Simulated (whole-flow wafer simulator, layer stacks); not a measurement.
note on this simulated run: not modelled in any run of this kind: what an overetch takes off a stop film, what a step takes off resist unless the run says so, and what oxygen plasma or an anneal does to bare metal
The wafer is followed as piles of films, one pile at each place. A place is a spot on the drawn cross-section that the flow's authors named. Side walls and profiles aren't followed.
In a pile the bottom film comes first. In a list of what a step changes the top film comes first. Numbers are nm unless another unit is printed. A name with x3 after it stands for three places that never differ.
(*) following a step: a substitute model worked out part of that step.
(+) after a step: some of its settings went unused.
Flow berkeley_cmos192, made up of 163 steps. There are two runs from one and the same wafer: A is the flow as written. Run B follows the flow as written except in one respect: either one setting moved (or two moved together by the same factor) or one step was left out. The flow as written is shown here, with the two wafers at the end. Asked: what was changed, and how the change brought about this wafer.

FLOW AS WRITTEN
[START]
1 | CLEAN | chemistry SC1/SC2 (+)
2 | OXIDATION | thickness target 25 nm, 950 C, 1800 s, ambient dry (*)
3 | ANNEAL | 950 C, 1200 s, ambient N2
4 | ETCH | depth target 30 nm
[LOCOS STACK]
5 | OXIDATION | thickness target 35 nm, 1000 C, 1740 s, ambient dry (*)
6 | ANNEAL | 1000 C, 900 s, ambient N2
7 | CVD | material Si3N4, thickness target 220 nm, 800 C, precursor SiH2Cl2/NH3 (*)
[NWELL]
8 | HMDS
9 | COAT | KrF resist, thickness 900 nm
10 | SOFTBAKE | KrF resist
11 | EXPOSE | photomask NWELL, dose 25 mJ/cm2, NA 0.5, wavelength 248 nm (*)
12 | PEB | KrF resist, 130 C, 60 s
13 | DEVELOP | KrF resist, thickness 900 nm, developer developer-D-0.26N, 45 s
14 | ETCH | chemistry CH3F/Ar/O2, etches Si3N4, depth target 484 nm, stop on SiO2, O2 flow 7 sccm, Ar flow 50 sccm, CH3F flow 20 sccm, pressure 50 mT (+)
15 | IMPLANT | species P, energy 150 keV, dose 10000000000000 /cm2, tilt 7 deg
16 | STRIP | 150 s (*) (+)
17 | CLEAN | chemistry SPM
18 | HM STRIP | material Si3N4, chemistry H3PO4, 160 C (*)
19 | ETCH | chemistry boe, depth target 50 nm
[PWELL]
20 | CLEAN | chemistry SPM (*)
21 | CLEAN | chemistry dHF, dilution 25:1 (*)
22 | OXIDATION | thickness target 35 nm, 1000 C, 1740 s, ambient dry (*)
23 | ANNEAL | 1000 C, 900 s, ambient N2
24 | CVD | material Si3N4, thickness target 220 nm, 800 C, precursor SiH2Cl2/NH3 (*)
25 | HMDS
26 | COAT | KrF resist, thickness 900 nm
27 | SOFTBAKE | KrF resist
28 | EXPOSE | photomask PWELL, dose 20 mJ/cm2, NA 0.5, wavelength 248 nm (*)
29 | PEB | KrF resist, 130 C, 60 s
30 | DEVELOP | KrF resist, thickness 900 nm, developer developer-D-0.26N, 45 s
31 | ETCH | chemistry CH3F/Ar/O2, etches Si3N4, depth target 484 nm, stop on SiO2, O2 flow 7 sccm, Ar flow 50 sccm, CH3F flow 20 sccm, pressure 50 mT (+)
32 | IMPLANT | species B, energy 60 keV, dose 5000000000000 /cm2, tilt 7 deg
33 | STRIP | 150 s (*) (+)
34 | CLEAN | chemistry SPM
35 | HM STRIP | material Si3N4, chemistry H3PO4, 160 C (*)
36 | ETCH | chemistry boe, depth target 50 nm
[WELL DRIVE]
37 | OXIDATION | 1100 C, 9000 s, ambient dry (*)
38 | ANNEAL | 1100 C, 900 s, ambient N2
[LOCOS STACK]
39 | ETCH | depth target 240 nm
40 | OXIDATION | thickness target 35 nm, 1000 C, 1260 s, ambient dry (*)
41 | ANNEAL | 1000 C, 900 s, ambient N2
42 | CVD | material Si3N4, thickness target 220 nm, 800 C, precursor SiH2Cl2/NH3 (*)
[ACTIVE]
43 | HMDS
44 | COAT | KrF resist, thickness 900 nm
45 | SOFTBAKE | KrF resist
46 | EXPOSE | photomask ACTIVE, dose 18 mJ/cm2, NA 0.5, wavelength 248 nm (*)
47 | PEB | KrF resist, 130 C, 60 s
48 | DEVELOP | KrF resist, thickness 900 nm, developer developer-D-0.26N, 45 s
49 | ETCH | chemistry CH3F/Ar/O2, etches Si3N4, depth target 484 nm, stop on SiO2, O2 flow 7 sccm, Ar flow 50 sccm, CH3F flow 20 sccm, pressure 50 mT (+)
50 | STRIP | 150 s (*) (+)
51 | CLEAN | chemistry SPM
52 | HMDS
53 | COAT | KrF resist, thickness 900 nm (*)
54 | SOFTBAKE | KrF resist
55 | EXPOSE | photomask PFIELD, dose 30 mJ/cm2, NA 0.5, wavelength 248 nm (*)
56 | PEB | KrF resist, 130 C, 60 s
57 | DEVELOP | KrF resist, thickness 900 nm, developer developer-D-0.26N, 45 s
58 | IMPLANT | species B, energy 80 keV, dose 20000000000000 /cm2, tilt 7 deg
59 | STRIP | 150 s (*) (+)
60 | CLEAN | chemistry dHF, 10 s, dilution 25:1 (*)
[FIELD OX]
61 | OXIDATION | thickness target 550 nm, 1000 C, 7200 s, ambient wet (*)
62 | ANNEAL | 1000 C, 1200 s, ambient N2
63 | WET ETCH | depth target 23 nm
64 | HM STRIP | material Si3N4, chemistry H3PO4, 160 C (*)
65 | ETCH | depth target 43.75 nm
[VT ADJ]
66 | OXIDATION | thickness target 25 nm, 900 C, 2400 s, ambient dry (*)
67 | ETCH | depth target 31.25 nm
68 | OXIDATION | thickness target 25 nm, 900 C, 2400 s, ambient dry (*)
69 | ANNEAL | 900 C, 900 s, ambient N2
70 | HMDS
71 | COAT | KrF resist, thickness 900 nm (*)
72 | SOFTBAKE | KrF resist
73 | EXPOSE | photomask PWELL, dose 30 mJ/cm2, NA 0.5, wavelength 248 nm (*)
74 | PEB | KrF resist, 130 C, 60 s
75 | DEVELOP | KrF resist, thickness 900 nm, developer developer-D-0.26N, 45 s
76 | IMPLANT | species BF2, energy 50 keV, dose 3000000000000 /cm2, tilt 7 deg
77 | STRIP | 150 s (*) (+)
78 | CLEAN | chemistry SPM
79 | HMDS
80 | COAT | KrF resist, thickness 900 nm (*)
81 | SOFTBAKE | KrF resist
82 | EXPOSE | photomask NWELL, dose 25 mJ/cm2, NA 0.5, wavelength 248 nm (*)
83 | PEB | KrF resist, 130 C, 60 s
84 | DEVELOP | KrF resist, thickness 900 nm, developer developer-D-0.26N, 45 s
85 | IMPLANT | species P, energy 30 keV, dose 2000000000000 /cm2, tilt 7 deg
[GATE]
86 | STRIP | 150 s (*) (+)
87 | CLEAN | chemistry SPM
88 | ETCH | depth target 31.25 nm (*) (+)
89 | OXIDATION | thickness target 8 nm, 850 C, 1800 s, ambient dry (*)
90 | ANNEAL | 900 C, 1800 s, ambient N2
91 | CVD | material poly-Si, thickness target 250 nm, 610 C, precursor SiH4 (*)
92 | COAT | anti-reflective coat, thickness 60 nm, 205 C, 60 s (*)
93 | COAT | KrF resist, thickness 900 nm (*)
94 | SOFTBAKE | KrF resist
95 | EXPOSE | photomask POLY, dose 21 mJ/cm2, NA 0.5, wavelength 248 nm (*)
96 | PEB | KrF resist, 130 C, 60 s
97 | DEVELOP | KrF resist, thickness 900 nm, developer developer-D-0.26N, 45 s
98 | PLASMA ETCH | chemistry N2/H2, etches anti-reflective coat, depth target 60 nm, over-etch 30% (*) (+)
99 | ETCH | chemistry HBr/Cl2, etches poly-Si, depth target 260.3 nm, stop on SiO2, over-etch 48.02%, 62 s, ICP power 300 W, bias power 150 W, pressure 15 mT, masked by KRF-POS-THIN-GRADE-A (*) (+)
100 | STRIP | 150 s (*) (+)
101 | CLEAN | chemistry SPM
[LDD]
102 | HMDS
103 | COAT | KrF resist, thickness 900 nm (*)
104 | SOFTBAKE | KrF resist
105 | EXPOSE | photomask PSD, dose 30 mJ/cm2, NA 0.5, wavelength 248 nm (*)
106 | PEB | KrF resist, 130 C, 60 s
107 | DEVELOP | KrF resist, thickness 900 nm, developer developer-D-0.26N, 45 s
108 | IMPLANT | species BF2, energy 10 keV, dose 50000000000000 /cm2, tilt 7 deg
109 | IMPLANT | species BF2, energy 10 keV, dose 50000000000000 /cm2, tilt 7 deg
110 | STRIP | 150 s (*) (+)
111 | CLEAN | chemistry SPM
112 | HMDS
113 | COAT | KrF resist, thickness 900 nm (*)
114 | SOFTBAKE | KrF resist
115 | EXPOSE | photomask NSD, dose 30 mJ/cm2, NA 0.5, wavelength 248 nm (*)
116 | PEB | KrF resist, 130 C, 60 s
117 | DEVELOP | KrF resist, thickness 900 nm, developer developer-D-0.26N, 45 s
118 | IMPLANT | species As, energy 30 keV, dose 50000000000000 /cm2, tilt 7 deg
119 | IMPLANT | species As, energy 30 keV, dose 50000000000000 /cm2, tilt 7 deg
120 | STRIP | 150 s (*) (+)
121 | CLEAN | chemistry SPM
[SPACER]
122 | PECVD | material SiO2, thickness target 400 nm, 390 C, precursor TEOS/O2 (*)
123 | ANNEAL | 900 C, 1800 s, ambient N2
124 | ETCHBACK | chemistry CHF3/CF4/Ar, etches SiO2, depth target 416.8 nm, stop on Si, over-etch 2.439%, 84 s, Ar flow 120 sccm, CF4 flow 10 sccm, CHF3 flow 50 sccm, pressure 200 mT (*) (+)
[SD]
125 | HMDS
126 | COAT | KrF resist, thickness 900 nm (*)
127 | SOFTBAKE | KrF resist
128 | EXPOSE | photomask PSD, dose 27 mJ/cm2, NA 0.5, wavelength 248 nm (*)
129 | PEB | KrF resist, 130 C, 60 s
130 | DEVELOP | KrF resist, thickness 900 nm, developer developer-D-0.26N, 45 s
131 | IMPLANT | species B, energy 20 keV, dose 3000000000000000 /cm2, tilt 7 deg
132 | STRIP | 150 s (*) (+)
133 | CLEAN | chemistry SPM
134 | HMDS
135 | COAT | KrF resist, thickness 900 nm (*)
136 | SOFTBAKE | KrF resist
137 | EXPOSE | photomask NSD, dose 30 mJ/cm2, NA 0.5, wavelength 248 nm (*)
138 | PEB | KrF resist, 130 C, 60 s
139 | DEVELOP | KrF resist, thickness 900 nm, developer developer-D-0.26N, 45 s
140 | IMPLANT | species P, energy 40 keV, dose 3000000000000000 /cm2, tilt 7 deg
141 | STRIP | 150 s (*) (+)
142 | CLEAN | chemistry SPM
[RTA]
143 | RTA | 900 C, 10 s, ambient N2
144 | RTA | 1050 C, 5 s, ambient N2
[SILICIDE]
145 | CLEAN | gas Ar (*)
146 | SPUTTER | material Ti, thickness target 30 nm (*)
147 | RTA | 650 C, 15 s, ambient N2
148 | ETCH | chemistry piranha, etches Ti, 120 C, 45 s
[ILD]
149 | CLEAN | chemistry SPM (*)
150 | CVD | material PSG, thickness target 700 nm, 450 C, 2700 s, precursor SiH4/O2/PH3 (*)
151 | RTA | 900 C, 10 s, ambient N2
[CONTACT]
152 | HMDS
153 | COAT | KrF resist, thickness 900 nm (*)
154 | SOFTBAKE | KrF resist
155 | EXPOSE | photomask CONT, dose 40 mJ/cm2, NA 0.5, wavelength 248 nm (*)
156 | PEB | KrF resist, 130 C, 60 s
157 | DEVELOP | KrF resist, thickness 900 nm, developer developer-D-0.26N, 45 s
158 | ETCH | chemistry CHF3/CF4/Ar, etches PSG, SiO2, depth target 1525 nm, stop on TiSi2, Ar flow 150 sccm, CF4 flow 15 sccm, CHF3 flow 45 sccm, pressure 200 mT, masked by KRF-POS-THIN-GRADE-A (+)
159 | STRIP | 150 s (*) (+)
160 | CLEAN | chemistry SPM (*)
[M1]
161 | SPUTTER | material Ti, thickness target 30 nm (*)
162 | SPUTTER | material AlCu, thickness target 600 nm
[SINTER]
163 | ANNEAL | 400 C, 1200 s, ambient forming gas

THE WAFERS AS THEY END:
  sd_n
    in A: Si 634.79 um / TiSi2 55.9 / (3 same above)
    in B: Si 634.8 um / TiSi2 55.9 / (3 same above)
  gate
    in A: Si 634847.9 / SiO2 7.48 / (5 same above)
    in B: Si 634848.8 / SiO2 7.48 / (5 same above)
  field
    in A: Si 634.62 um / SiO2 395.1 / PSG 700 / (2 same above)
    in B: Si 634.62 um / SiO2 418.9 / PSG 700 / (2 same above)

What caused this: step 65, ETCH: depth target 19.69 nm was run, while the flow as written has depth target 43.75 nm.

How this came from the change, step by step:
  65 | ETCH | depth target 43.75 nm
      sd_n, spacer_n, gate, sd_p, spacer_p, gate_p, contact, m1: A -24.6 SiO2 (all of it) | B -19.7 SiO2
      field: A -43.8 SiO2 | B -19.7 SiO2
  66 | OXIDATION | thickness target 25 nm, 900 C, 2400 s, ambient dry (*)
      sd_n, spacer_n, gate, sd_p, spacer_p, gate_p, contact, m1: A +14.9 SiO2 (new film), -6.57 Si | B +12.9 SiO2, -5.69 Si
  67 | ETCH | depth target 31.25 nm
      spacer_n, spacer_p, gate_p, contact, m1: A -14.9 SiO2 (all of it) | B -17.8 SiO2 (all of it)
      sd_n, gate, sd_p: A -14.9 SiO2 (all of it) | B -17.9 SiO2 (all of it)
  92 | COAT | anti-reflective coat, thickness 60 nm, 205 C, 60 s (*)
      sd_n: A +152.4 anti-reflective coat (new film) | B +170.1 anti-reflective coat (new film)
      spacer_n: A +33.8 anti-reflective coat (new film) | B +28.6 anti-reflective coat (new film)
      (as well as at 6 more places)
  98 | PLASMA ETCH | chemistry N2/H2, etches anti-reflective coat, depth target 60 nm, over-etch 30% (*) (+)
      field: A -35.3 anti-reflective coat (all of it), -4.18 poly-Si | B -35.4 anti-reflective coat (all of it), -4.76 poly-Si
      sd_n: A -152.4 anti-reflective coat (all of it), -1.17 poly-Si | B -170.1 anti-reflective coat (all of it), -1.31 poly-Si
      (as well as at 5 more places)
  100 | STRIP | 150 s (*) (+)
      gate: A +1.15 chemical SiO2 (new film), -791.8 KrF resist (all of it), -30 anti-reflective coat (all of it), -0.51 poly-Si | B +1.15 chemical SiO2 (new film), -811.7 KrF resist (all of it), -24.3 anti-reflective coat (all of it), -0.51 poly-Si
      gate_p: A +1.15 chemical SiO2 (new film), -765.1 KrF resist (all of it), -31 anti-reflective coat (all of it), -0.51 poly-Si | B +1.15 chemical SiO2 (new film), -777.6 KrF resist (all of it), -27.3 anti-reflective coat (all of it), -0.51 poly-Si
  147 | RTA | 650 C, 15 s, ambient N2
      sd_p: A -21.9 Ti, +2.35 TiSi first (new film), +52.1 TiSi2 C49 (new film), -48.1 Si | B -21.5 Ti, +1.39 TiSi first (new film), +52.5 TiSi2 C49 (new film), -47.8 Si
  151 | RTA | 900 C, 10 s, ambient N2
      sd_p: A under 1 film: +52.2 TiSi2 (new film), -2.25 TiSi first (all of it), -52.1 TiSi2 C49 (all of it), -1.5 Si | B under 1 film: +51.3 TiSi2 (new film), -1.28 TiSi first (all of it), -52.5 TiSi2 C49 (all of it), -0.85 Si
  162 | SPUTTER | material AlCu, thickness target 600 nm
      sd_p: A +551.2 AlCu (new film) | B +537.4 AlCu (new film)
